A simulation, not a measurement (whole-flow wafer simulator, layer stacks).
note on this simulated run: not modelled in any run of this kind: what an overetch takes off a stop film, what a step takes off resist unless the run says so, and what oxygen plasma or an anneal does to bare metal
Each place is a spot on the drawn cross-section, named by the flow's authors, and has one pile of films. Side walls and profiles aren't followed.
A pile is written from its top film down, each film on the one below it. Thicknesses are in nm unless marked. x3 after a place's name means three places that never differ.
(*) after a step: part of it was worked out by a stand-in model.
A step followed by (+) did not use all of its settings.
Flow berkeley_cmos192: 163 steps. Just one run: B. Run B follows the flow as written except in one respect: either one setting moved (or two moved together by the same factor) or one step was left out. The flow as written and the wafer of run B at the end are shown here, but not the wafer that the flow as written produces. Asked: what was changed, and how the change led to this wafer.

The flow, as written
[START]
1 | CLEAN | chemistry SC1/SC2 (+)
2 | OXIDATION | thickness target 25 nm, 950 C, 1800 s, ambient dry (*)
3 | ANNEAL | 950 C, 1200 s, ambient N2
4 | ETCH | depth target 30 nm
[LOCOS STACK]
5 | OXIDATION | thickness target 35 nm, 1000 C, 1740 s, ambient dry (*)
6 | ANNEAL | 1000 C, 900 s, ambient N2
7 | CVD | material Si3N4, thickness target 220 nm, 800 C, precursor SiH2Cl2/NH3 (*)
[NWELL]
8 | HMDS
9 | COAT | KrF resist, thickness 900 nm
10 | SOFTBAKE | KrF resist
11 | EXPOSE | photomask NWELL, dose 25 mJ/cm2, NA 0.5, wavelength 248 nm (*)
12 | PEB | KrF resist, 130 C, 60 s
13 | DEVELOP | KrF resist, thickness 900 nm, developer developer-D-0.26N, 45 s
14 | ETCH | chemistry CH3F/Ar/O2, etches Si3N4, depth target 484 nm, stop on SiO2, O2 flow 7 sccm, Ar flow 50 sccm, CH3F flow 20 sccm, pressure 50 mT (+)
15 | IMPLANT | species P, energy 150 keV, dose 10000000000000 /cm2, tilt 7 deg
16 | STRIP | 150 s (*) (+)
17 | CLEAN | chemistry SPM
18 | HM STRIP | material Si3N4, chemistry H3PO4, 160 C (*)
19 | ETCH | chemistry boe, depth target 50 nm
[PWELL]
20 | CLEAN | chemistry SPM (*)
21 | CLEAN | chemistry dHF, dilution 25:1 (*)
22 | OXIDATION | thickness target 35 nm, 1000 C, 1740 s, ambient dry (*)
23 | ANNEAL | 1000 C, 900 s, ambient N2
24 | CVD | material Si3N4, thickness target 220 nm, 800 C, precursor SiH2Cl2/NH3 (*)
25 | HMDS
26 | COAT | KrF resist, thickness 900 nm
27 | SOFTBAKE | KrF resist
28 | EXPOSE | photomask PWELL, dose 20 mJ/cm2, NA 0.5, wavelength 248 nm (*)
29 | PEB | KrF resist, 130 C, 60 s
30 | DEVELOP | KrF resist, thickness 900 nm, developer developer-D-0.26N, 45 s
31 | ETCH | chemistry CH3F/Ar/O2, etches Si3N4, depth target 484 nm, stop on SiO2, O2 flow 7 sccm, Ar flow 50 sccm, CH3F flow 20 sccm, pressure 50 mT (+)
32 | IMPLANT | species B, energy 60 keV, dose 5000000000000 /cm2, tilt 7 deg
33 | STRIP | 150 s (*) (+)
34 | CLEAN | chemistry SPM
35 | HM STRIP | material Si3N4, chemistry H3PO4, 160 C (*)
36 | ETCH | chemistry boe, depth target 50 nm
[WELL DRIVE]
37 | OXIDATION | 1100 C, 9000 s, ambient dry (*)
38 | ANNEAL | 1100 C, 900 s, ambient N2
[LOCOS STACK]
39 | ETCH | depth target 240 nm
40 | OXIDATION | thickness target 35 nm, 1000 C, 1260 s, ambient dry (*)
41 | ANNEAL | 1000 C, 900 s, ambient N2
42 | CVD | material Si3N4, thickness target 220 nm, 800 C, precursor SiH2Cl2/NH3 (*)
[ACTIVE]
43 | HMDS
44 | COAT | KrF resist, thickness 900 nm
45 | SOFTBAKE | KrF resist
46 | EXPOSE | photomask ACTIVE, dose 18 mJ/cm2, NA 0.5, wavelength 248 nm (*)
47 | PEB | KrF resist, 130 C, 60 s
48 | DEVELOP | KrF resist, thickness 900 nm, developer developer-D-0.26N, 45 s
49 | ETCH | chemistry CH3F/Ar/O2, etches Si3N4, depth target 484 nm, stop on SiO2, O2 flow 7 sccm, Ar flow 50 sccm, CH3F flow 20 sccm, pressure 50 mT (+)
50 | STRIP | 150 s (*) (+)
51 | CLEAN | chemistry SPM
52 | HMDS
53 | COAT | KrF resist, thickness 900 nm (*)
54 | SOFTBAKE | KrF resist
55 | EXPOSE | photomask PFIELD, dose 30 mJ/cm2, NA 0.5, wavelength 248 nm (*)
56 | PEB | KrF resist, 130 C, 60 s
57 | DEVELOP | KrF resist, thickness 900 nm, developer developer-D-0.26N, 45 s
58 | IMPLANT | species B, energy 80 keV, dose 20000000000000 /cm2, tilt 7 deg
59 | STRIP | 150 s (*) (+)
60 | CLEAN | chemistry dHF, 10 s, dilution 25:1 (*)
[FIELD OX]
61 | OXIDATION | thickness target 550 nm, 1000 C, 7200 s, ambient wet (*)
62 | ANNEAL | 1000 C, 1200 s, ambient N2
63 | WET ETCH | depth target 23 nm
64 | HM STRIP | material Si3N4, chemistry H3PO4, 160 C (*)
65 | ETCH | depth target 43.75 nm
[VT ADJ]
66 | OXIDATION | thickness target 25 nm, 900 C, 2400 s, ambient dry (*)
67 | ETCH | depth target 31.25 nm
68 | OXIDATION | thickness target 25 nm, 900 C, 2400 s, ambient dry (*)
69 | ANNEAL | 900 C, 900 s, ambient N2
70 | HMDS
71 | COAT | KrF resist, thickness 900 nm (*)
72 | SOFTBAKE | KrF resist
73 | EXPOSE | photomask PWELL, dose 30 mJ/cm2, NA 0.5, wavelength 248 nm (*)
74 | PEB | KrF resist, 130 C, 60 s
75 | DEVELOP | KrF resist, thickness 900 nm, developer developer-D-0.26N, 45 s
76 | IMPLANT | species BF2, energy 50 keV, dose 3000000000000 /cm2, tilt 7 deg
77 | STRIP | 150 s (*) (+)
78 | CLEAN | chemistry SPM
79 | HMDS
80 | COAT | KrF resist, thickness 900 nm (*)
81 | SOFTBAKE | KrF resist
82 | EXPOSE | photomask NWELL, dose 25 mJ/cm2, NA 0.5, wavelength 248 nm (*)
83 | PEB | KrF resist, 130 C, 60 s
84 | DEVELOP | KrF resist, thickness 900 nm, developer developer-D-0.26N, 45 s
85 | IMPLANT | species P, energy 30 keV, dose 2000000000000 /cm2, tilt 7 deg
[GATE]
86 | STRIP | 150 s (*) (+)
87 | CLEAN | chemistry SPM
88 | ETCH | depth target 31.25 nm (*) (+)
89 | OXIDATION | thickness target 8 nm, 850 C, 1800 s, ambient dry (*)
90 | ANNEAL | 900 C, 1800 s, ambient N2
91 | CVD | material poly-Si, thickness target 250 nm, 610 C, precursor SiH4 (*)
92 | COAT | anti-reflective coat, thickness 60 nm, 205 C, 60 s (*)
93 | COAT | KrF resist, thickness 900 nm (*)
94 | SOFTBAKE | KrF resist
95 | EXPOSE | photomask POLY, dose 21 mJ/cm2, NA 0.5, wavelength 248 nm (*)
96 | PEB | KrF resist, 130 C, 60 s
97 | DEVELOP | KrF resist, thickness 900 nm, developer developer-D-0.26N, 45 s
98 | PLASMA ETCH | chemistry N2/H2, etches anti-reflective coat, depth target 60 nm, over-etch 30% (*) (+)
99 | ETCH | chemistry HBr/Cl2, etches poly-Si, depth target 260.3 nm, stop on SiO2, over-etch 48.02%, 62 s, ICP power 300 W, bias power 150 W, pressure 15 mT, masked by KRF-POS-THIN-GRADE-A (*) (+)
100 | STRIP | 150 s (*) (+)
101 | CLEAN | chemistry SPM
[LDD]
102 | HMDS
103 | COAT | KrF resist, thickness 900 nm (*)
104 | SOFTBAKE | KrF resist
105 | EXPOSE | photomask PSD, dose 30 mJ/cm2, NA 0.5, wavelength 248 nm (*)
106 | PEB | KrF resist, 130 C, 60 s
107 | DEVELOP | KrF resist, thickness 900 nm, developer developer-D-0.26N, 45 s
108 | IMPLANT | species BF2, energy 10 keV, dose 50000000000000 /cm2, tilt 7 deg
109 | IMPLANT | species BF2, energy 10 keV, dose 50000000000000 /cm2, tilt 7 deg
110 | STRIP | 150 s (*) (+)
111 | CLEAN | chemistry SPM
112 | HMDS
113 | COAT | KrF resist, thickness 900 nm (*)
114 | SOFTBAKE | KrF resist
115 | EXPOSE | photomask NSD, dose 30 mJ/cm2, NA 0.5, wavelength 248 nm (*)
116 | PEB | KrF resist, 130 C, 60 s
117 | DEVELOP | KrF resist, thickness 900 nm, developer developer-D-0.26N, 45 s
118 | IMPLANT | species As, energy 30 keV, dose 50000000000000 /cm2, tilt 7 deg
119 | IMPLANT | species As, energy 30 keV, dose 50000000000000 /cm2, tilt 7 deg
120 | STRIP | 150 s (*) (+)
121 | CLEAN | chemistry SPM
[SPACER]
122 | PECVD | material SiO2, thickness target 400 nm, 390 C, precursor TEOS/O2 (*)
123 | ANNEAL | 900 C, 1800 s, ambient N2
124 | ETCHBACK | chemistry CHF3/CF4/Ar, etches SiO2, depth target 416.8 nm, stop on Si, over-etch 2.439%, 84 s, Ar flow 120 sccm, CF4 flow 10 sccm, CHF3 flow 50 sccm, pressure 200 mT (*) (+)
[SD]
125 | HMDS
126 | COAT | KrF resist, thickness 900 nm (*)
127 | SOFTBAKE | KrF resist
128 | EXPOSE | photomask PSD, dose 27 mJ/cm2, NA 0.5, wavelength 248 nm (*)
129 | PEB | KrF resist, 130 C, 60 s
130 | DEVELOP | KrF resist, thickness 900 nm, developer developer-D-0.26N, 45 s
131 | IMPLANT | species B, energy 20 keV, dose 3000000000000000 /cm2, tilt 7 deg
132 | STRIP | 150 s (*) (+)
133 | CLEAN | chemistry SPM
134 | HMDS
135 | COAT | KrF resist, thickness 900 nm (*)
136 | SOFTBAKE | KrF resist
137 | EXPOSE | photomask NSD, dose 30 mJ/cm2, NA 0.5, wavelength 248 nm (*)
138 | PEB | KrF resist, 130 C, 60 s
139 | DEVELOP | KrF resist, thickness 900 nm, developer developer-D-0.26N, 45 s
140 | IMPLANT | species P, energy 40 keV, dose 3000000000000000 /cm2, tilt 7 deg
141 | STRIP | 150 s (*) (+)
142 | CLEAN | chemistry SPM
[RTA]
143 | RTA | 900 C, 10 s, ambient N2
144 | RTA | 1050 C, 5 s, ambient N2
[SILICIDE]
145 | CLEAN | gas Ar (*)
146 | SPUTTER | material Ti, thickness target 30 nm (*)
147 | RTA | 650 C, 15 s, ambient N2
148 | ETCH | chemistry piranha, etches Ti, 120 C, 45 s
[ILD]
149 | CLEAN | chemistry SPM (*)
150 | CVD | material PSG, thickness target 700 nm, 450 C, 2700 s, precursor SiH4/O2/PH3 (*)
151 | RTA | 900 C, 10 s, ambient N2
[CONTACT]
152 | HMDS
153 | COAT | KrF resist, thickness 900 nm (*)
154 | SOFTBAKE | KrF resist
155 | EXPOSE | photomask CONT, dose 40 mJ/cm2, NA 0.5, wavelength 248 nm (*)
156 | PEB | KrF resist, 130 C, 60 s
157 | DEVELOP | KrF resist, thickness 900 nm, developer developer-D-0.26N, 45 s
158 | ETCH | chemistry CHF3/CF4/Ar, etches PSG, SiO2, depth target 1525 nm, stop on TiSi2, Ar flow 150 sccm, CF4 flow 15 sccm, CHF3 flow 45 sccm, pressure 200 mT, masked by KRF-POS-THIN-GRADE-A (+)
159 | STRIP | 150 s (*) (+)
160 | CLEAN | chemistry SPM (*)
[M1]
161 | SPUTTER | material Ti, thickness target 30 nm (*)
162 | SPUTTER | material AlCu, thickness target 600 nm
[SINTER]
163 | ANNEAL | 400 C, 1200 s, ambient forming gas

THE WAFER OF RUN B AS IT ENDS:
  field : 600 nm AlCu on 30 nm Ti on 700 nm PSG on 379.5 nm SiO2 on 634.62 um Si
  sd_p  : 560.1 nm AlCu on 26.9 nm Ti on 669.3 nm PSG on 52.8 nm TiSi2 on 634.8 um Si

The reason: step 67, ETCH: depth target 46.88 nm was run, though the flow has depth target 31.25 nm.

Step by step, how the change led to this:
  67 | ETCH | depth target 31.25 nm
      field: SiO2 loses 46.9 (as written it would have been: SiO2 loses 31.2)
  92 | COAT | anti-reflective coat, thickness 60 nm, 205 C, 60 s (*)
      sd_n: anti-reflective coat gains 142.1 (new film) (as written it would have been: anti-reflective coat gains 152.4 (new film))
      spacer_n: anti-reflective coat gains 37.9 (new film) (as written it would have been: anti-reflective coat gains 33.8 (new film))
      (as well as at 6 more places)
  98 | PLASMA ETCH | chemistry N2/H2, etches anti-reflective coat, depth target 60 nm, over-etch 30% (*) (+)
      sd_n: anti-reflective coat loses 142.1 (all of it), poly-Si loses 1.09 (as written it would have been: anti-reflective coat loses 152.4 (all of it), poly-Si loses 1.17)
      spacer_n: anti-reflective coat loses 37.9 (all of it), poly-Si loses 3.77 (as written it would have been: anti-reflective coat loses 33.8 (all of it), poly-Si loses 4.21)
      (as well as at 4 more places)
  100 | STRIP | 150 s (*) (+)
      gate: chemical SiO2 gains 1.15 (new film), KrF resist loses 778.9 (all of it), anti-reflective coat loses 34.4 (all of it), poly-Si loses 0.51 (as written it would have been: chemical SiO2 gains 1.15 (new film), KrF resist loses 791.8 (all of it), anti-reflective coat loses 30 (all of it), poly-Si loses 0.51)
      gate_p: chemical SiO2 gains 1.15 (new film), KrF resist loses 756.2 (all of it), anti-reflective coat loses 34.3 (all of it), poly-Si loses 0.51 (as written it would have been: chemical SiO2 gains 1.15 (new film), KrF resist loses 765.1 (all of it), anti-reflective coat loses 31 (all of it), poly-Si loses 0.51)
  147 | RTA | 650 C, 15 s, ambient N2
      sd_p: Ti loses 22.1, TiSi first gains 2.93 (new film), TiSi2 C49 gains 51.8 (new film), Si loses 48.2 (as written it would have been: Ti loses 21.9, TiSi first gains 2.35 (new film), TiSi2 C49 gains 52.1 (new film), Si loses 48.1)
  151 | RTA | 900 C, 10 s, ambient N2
      sd_p: under 1 film: TiSi2 gains 52.8 (new film), TiSi first loses 2.83 (all of it), TiSi2 C49 loses 51.8 (all of it), Si loses 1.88 (as written it would have been: under 1 film: TiSi2 gains 52.2 (new film), TiSi first loses 2.25 (all of it), TiSi2 C49 loses 52.1 (all of it), Si loses 1.5)
